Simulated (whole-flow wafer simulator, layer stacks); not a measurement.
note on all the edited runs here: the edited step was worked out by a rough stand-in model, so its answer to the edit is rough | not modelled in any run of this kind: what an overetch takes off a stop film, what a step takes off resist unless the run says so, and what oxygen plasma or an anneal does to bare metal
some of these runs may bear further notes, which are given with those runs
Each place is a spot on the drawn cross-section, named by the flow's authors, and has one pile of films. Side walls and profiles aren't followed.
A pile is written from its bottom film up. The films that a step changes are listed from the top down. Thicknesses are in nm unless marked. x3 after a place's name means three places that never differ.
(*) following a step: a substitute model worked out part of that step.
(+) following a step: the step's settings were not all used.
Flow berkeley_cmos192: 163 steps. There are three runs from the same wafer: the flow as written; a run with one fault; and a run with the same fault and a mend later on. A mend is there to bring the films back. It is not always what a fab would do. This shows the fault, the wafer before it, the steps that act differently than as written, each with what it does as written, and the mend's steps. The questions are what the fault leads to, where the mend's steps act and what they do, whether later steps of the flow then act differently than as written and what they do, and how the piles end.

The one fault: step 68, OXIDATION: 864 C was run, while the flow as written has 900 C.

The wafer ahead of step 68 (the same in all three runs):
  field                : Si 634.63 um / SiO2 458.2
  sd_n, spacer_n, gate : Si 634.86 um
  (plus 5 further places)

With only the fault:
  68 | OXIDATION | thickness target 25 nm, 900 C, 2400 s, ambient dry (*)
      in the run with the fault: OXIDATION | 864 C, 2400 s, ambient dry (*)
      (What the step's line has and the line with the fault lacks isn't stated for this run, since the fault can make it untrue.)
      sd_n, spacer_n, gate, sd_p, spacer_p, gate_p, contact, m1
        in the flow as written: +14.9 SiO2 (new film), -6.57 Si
        in the run with the fault: +10.3 SiO2 (new film), -4.55 Si
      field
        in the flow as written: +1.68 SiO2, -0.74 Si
        in the run with the fault: +0.86 SiO2, -0.38 Si
  Later steps of the flow acting differently than as written (not shown: 37 more steps that differ only slightly, by at most 2% or 0.5 nm, whichever is larger):
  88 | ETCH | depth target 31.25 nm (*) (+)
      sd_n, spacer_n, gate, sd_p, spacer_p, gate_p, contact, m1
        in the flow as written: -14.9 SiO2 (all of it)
        in the run with the fault: -10.3 SiO2 (all of it)
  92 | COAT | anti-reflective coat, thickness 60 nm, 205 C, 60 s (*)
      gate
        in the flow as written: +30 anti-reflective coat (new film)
        in the run with the fault: +30.7 anti-reflective coat (new film)
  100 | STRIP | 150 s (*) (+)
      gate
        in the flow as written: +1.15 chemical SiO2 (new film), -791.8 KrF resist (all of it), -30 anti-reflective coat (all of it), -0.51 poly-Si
        in the run with the fault: +1.15 chemical SiO2 (new film), -789.7 KrF resist (all of it), -30.7 anti-reflective coat (all of it), -0.51 poly-Si
  The piles end only slightly different from the flow's at the places that both follow, by no more than 2% or 0.5 nm, whichever is larger.

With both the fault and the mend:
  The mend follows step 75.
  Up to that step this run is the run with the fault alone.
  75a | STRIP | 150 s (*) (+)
      sd_p
        -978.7 KrF resist (all of it)
      spacer_p
        -960 KrF resist (all of it)
      gate_p
        -959.1 KrF resist (all of it)
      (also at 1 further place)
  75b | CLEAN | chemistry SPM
      alters no film at any place that is followed
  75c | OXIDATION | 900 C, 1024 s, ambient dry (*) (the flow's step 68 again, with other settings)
      sd_n, spacer_n, gate, sd_p, spacer_p, gate_p, contact, m1
        +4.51 SiO2, -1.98 Si
      field
        +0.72 SiO2, -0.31 Si
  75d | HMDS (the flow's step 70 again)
      alters no film at any place that is followed
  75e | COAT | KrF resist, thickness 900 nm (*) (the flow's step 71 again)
      spacer_n, gate
        +978.6 KrF resist (new film)
      field
        +842.4 KrF resist (new film)
      sd_n
        +1013.2 KrF resist (new film)
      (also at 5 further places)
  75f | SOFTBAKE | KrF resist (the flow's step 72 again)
      alters no film at any place that is followed
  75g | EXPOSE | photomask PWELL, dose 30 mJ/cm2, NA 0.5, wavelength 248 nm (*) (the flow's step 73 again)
      alters no film at any place that is followed
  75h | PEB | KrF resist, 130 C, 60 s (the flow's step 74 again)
      sd_n, m1
        -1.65 KrF resist
      spacer_n, gate
        -1.58 KrF resist
      spacer_p, gate_p
        -1.57 KrF resist
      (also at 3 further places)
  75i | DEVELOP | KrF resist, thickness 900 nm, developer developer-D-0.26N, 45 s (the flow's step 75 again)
      sd_p, spacer_p, gate_p, m1
        -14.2 KrF resist
      field
        -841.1 KrF resist (all of it)
      sd_n
        -1011.6 KrF resist (all of it)
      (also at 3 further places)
  Every later step of the flow that is run acts as written, at every place that is followed, to within 2% or 0.5 nm, whichever is larger.
  The piles end only slightly different from the flow's at the places that both follow, by no more than 2% or 0.5 nm, whichever is larger.
